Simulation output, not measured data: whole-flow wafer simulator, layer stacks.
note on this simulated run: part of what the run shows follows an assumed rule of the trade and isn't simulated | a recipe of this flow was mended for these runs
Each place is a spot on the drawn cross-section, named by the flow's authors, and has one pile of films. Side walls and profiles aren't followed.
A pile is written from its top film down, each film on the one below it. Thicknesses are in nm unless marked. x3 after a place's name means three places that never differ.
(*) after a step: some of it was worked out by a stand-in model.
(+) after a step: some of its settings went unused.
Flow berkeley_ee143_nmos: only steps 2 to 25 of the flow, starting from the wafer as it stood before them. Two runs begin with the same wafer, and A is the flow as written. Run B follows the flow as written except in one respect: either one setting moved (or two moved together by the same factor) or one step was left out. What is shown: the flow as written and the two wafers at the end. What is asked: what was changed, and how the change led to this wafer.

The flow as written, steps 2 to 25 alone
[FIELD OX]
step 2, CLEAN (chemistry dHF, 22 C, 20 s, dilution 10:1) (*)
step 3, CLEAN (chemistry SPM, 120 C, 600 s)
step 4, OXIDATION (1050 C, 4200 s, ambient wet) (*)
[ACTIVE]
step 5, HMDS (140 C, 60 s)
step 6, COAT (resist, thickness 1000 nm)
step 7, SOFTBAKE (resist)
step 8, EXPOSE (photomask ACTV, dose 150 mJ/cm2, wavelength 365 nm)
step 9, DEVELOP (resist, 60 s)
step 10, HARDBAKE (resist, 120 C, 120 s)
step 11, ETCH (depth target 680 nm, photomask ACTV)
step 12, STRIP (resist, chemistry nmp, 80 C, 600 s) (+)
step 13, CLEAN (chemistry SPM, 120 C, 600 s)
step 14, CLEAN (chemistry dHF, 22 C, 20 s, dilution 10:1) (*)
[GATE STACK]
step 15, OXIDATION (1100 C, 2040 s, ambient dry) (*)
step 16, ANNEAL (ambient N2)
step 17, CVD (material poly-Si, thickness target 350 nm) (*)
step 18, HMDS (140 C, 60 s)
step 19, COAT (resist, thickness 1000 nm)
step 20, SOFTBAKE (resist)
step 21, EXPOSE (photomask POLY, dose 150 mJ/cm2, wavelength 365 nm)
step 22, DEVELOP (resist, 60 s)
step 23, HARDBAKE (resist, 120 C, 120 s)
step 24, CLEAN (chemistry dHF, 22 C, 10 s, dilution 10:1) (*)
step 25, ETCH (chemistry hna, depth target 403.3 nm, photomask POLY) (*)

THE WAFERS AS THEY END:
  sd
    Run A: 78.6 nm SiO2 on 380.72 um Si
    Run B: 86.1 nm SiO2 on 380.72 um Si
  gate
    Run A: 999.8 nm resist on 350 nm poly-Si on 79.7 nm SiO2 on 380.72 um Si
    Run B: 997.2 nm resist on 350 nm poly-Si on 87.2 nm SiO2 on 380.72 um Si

The reason: step 11, ETCH: depth target 530 nm was run, whereas the flow has depth target 680 nm.

How this came from the change, step by step:
  step 11, ETCH (depth target 680 nm, photomask ACTV)
      gate, sd, contact: A -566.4 SiO2 (all of it) | B -530 SiO2
  step 13, CLEAN (chemistry SPM, 120 C, 600 s)
      gate, sd, contact: A +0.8 chemical SiO2 (new film), -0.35 Si | B nothing
  step 14, CLEAN (chemistry dHF, 22 C, 20 s, dilution 10:1) (*)
      gate, sd, contact: A -0.8 chemical SiO2 (all of it) | B -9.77 SiO2
  step 15, OXIDATION (1100 C, 2040 s, ambient dry) (*)
      gate, sd, contact: A +79.7 SiO2 (new film), -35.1 Si | B +60.6 SiO2, -26.7 Si
